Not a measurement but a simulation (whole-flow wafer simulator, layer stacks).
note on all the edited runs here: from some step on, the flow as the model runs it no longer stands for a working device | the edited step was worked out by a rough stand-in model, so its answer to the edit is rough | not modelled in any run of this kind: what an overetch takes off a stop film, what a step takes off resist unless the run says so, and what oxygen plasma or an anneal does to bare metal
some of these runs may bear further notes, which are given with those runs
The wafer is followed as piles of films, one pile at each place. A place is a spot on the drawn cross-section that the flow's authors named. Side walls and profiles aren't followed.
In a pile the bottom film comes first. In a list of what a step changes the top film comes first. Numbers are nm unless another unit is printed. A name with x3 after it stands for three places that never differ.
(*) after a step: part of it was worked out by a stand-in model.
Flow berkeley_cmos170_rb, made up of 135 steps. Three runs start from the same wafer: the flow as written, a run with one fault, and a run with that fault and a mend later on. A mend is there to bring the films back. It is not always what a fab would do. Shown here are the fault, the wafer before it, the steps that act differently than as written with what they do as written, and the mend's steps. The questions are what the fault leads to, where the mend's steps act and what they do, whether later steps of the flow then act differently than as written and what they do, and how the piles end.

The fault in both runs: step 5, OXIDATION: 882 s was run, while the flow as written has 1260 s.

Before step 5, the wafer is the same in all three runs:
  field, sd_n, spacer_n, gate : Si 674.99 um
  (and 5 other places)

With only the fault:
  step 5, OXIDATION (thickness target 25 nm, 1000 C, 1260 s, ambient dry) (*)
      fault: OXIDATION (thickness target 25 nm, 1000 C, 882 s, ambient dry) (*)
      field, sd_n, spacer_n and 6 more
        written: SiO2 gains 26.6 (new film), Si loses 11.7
        fault: SiO2 gains 22 (new film), Si loses 9.67
  Steps further on in the flow that do not act as written:
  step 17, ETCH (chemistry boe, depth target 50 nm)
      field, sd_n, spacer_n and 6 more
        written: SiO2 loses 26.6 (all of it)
        fault: SiO2 loses 22 (all of it)
  At the end the piles are close to the flow's at the places that both follow, differing by at most 2% or 0.5 nm, whichever is larger.

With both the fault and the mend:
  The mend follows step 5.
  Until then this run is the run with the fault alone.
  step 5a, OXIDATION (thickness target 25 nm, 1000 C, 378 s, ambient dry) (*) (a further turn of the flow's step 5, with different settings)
      field, sd_n, spacer_n and 6 more
        SiO2 gains 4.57, Si loses 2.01
  Every later step of the flow that is run acts as written at every place that is followed.
  The piles end the same as the flow's at every place that both follow.
